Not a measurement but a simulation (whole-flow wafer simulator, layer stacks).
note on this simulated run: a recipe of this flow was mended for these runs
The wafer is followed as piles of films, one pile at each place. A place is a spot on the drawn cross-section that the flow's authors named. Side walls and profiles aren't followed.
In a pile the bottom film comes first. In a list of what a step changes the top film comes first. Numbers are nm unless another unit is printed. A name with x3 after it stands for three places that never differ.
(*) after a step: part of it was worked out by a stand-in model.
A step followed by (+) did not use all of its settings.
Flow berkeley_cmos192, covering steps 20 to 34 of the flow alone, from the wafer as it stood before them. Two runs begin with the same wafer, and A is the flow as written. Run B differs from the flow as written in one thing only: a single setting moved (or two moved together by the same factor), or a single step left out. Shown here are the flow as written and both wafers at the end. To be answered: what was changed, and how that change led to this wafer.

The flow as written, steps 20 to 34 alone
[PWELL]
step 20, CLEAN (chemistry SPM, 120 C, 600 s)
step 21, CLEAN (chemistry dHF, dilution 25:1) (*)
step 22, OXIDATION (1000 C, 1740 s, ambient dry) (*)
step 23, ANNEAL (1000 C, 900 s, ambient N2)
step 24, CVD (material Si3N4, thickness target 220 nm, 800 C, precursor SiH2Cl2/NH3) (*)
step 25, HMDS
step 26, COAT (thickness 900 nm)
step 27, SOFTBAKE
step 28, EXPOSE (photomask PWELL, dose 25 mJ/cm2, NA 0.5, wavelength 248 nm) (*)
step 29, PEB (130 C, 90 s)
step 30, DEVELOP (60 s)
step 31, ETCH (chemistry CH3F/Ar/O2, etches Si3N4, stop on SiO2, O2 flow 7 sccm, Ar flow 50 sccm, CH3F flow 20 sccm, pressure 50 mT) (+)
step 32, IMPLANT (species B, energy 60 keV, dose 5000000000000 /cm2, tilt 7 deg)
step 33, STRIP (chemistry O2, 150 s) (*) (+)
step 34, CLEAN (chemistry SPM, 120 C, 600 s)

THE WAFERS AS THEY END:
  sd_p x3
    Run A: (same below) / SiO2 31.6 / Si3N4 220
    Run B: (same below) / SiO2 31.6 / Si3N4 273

The reason: step 24, CVD: thickness target 273 nm was run, whereas the flow has thickness target 220 nm.
The wafer lets one read it off: sd_p x3 has Si3N4 273, and step 24 as written asks for 220 nm.

Step by step, how the change led to this:
  step 24, CVD (material Si3N4, thickness target 220 nm, 800 C, precursor SiH2Cl2/NH3) (*)
      field x6, sd_p x3: A +220 Si3N4 (new film) | B +273 Si3N4 (new film)
  step 31, ETCH (chemistry CH3F/Ar/O2, etches Si3N4, stop on SiO2, O2 flow 7 sccm, Ar flow 50 sccm, CH3F flow 20 sccm, pressure 50 mT) (+)
      field x6: A -220 Si3N4 (all of it), -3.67 SiO2 | B -273 Si3N4 (all of it), -3.67 SiO2
      sd_p x3: A -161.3 KrF-resist | B -196.7 KrF-resist
  step 33, STRIP (chemistry O2, 150 s) (*) (+)
      sd_p x3: A -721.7 KrF-resist (all of it) | B -686.4 KrF-resist (all of it)
